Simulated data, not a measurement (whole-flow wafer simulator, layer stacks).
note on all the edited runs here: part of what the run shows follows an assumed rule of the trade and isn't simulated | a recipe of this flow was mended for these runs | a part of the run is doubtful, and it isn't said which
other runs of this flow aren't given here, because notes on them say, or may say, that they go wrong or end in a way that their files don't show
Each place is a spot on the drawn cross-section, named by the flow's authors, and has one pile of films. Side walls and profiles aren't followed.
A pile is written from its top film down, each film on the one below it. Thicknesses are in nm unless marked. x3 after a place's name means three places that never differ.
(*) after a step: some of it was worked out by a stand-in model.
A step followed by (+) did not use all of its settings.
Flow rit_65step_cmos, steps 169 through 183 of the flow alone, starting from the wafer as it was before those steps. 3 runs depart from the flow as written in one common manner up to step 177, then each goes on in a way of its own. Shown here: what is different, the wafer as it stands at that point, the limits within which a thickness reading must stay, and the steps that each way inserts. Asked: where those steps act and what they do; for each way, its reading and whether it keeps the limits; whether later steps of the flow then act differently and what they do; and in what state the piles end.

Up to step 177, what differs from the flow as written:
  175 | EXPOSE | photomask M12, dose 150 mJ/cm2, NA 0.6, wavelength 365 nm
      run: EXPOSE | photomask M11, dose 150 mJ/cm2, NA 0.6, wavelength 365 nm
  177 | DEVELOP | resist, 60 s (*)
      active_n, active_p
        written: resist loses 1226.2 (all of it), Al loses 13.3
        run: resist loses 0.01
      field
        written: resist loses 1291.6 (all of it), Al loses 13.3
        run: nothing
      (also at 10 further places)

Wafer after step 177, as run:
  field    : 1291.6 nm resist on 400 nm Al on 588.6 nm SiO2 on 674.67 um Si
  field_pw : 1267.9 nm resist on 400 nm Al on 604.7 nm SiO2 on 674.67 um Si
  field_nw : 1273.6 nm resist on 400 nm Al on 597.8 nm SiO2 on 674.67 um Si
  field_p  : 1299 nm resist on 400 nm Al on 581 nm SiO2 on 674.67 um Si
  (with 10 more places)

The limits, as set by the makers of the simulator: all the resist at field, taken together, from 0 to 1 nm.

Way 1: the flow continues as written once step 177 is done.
  Reading after step 177: 1291.6 nm, not within the limits.
  Steps later in the flow that act otherwise than as written:
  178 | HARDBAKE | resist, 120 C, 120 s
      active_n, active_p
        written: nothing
        way: resist loses 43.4
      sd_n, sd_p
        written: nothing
        way: resist loses 43.5
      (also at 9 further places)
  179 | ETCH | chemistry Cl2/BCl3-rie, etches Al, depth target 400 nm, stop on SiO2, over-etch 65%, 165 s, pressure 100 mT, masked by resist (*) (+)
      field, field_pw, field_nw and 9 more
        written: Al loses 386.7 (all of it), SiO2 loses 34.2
        way: resist loses 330
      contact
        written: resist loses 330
        way: Al loses 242 (all of it), TiSi2 loses 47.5 (all of it), Si loses 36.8
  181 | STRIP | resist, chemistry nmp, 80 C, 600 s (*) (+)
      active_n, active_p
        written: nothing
        way: resist loses 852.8 (all of it)
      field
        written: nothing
        way: resist loses 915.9 (all of it)
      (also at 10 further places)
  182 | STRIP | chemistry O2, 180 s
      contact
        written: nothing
        way: chemical SiO2 gains 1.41 (new film), Si loses 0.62
  At field, field_pw, field_nw and 10 more, the piles at the end differ from the flow's by more than 2% or 0.5 nm, whichever is larger.
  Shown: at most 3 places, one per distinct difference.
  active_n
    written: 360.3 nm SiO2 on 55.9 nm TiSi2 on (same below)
    way: 400 nm Al on 394.5 nm SiO2 on 55.9 nm TiSi2 on (same below)
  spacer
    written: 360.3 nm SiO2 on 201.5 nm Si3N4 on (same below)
    way: 400 nm Al on 394.5 nm SiO2 on 201.5 nm Si3N4 on (same below)
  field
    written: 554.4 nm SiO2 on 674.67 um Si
    way: 400 nm Al on 588.6 nm SiO2 on 674.67 um Si

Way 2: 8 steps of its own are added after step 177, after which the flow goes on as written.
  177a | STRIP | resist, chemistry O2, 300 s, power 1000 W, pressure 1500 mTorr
      active_n, active_p
        resist loses 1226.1 (all of it)
      field
        resist loses 1291.6 (all of it)
      field_pw
        resist loses 1267.9 (all of it)
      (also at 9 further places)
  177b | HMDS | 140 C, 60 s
      does not change any film at any place that is followed
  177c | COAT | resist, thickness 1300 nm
      active_n, active_p
        resist gains 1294 (new film)
      field
        resist gains 1363.1 (new film)
      field_pw
        resist gains 1338.2 (new film)
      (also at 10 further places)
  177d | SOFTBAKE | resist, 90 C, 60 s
      does not change any film at any place that is followed
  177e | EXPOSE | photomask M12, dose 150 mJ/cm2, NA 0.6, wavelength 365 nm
      does not change any film at any place that is followed
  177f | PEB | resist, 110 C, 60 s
      active_n, active_p
        resist loses 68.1
      sd_n, sd_p
        resist loses 68.3
      field
        resist loses 71.7
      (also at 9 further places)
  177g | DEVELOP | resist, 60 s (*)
      active_n, active_p
        resist loses 1225.9 (all of it), Al loses 13.3
      sd_n, sd_p
        resist loses 1229.8 (all of it), Al loses 13.3
      field
        resist loses 1291.4 (all of it), Al loses 13.3
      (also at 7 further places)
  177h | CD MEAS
      does not change any film at any place that is followed
  Reading after step 177h: 0 nm, inside the limits.
  Later steps of the flow that are run all act as written at every place that is followed, up to a difference of at most 2% or 0.5 nm, whichever is larger.
  At contact, the piles at the end differ from the flow's by more than 2% or 0.5 nm, whichever is larger.
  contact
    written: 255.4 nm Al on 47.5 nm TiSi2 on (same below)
    way: 242 nm Al on 47.5 nm TiSi2 on (same below)

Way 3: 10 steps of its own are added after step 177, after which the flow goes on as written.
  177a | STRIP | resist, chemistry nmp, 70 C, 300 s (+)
      active_n, active_p
        resist loses 1226.1 (all of it)
      field
        resist loses 1291.6 (all of it)
      field_pw
        resist loses 1267.9 (all of it)
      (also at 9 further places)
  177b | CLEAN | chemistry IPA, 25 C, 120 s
      does not change any film at any place that is followed
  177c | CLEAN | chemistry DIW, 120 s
      does not change any film at any place that is followed
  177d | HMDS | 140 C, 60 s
      does not change any film at any place that is followed
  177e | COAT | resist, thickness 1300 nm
      active_n, active_p
        resist gains 1294 (new film)
      field
        resist gains 1363.1 (new film)
      field_pw
        resist gains 1338.2 (new film)
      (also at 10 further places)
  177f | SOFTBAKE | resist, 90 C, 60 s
      does not change any film at any place that is followed
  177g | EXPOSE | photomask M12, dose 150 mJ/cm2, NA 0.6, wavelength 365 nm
      does not change any film at any place that is followed
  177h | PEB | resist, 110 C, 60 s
      active_n, active_p
        resist loses 68.1
      sd_n, sd_p
        resist loses 68.3
      field
        resist loses 71.7
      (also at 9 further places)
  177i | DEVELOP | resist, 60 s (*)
      active_n, active_p
        resist loses 1225.9 (all of it), Al loses 13.3
      sd_n, sd_p
        resist loses 1229.8 (all of it), Al loses 13.3
      field
        resist loses 1291.4 (all of it), Al loses 13.3
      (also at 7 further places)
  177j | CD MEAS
      does not change any film at any place that is followed
  Reading after step 177j: 0 nm, inside the limits.
  Later steps of the flow that are run all act as written at every place that is followed, up to a difference of at most 2% or 0.5 nm, whichever is larger.
  At contact, the piles at the end differ from the flow's by more than 2% or 0.5 nm, whichever is larger.
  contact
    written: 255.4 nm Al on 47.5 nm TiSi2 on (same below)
    way: 242 nm Al on 47.5 nm TiSi2 on (same below)

Inside the limits: way 2, way 3. Outside the limits: way 1.
